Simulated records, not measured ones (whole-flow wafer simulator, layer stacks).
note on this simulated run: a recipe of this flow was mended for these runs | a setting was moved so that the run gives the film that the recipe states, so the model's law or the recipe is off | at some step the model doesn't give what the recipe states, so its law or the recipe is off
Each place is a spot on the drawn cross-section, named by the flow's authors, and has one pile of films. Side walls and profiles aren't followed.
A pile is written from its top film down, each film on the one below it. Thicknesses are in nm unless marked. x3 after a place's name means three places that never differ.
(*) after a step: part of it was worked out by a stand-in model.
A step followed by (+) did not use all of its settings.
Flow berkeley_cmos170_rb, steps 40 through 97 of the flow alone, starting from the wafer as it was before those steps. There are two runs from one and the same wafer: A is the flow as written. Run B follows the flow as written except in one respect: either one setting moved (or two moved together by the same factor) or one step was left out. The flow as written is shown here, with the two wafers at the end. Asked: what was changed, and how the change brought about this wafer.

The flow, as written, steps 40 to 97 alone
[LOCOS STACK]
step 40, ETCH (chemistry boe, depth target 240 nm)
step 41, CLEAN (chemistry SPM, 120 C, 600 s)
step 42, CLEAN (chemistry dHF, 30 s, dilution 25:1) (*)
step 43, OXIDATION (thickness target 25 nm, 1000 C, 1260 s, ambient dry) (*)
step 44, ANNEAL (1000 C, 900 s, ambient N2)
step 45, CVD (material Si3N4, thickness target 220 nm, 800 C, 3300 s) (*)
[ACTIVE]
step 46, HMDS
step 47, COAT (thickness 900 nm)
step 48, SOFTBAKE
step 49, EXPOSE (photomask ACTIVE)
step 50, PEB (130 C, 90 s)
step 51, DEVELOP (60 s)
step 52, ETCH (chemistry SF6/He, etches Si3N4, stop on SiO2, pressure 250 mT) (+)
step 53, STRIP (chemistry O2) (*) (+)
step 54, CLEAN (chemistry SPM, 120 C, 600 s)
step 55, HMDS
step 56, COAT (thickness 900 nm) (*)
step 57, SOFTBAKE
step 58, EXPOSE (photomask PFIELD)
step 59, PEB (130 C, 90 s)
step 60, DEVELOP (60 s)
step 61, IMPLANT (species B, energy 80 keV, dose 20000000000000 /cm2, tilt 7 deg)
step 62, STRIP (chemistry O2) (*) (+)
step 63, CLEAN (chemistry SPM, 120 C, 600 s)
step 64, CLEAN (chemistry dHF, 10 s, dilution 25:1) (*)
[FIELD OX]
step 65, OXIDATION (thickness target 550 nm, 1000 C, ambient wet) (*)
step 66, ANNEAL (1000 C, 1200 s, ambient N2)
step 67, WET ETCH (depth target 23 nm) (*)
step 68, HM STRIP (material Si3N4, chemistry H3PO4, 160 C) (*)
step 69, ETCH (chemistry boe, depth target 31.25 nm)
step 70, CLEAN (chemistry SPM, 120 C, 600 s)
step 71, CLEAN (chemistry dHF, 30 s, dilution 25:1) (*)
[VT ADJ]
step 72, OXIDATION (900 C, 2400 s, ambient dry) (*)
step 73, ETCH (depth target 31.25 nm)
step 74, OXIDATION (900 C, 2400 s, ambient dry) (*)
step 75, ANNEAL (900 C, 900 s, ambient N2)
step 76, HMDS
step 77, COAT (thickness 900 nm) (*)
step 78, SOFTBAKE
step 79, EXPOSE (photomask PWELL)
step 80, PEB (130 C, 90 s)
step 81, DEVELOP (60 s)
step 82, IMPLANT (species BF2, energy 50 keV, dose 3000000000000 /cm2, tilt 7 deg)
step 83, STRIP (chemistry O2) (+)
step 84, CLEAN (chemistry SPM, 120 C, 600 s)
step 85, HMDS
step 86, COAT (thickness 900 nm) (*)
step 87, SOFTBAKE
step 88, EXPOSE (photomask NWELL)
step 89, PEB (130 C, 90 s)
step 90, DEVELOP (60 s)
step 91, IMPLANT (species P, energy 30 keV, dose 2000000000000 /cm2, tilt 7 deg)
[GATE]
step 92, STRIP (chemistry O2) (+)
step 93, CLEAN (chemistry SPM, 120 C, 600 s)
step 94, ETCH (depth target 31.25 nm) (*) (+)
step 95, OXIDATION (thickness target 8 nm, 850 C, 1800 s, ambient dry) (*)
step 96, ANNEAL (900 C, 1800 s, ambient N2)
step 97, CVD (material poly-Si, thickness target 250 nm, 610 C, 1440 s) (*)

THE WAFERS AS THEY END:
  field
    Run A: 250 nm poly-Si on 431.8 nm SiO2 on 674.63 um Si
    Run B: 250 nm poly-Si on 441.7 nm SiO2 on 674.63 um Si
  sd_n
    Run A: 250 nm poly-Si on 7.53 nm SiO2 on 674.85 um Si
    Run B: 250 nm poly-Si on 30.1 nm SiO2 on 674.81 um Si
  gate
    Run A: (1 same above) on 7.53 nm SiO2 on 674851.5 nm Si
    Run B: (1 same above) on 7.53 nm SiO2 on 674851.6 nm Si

Cause: step 45, CVD: 440 C was run, whereas the flow has 800 C.

How this came from the change, step by step:
  step 45, CVD (material Si3N4, thickness target 220 nm, 800 C, 3300 s) (*)
      field, sd_n, spacer_n and 6 more: A Si3N4 gains 220 (new film) | B Si3N4 gains 0.01 (new film)
  step 52, ETCH (chemistry SF6/He, etches Si3N4, stop on SiO2, pressure 250 mT) (+)
      sd_n, spacer_n, gate, sd_p, spacer_p, gate_p, contact, m1: A KrF-resist loses 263 | B KrF-resist loses 23.9
      field: A Si3N4 loses 220 (all of it), SiO2 loses 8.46 | B Si3N4 loses 0.01 (all of it), SiO2 loses 8.46
  step 53, STRIP (chemistry O2) (*) (+)
      sd_n, spacer_n, gate, sd_p, spacer_p, gate_p, contact, m1: A KrF-resist loses 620 (all of it) | B KrF-resist loses 859.1 (all of it)
  step 56, COAT (thickness 900 nm) (*)
      field: A KrF-resist gains 962.5 (new film) | B KrF-resist gains 902.3 (new film)
      sd_n: A KrF-resist gains 782.7 (new film) | B KrF-resist gains 895.6 (new film)
      (as well as at 7 more places)
  step 60, DEVELOP (60 s)
      field: A KrF-resist loses 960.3 (all of it) | B KrF-resist loses 900.3 (all of it)
  step 62, STRIP (chemistry O2) (*) (+)
      sd_n: A KrF-resist loses 766.1 (all of it) | B KrF-resist loses 878.7 (all of it)
      spacer_n: A KrF-resist loses 799.5 (all of it) | B KrF-resist loses 879.8 (all of it)
      (as well as at 6 more places)
  step 64, CLEAN (chemistry dHF, 10 s, dilution 25:1) (*)
      sd_n, spacer_n, gate, sd_p, spacer_p, gate_p, contact, m1: A Si3N4 loses 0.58 | B nothing
  step 65, OXIDATION (thickness target 550 nm, 1000 C, ambient wet) (*)
      spacer_n, spacer_p, gate_p, contact, m1: A SiO2 gains 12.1 (new film), Si3N4 loses 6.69 | B Si3N4 loses 0.01 (all of it)
      sd_n: A SiO2 gains 12.1 (new film), Si3N4 loses 6.69, SiO2 gains 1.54, Si loses 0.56 | B Si3N4 loses 0.01 (all of it), SiO2 gains 111.9, Si loses 49.2
      (as well as at 2 more places)
  step 67, WET ETCH (depth target 23 nm) (*)
      sd_n, spacer_n, gate, sd_p, spacer_p, gate_p, contact, m1: A SiO2 loses 12.1 (all of it), Si3N4 loses 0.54 | B SiO2 loses 23
  step 68, HM STRIP (material Si3N4, chemistry H3PO4, 160 C) (*)
      sd_n, spacer_n, gate, sd_p, spacer_p, gate_p, contact, m1: A Si3N4 loses 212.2 (all of it), SiO2 loses 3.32 | B nothing
      field: A SiO2 loses 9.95 | B nothing
  step 69, ETCH (chemistry boe, depth target 31.25 nm)
      sd_n: A SiO2 loses 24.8 (all of it) | B SiO2 loses 31.2
      spacer_n, spacer_p, gate_p, contact, m1: A SiO2 loses 23.2 (all of it) | B SiO2 loses 3.57 (all of it)
      (as well as at 2 more places)
  step 70, CLEAN (chemistry SPM, 120 C, 600 s)
      sd_n: A chemical SiO2 gains 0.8 (new film), Si loses 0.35 | B nothing
  step 71, CLEAN (chemistry dHF, 30 s, dilution 25:1) (*)
      sd_n: A chemical SiO2 loses 0.8 (all of it) | B SiO2 loses 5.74
  step 72, OXIDATION (900 C, 2400 s, ambient dry) (*)
      sd_n: A SiO2 gains 15 (new film), Si loses 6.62 | B SiO2 gains 4.86, Si loses 2.14
  step 73, ETCH (depth target 31.25 nm)
      sd_n: A SiO2 loses 15 (all of it) | B SiO2 loses 31.2
  step 74, OXIDATION (900 C, 2400 s, ambient dry) (*)
      sd_n: A SiO2 gains 15 (new film), Si loses 6.62 | B SiO2 gains 5.58, Si loses 2.45
  ... 1 other step ...
  step 95, OXIDATION (thickness target 8 nm, 850 C, 1800 s, ambient dry) (*)
      sd_n: A SiO2 gains 7.53 (new film), Si loses 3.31 | B SiO2 gains 3.68, Si loses 1.62
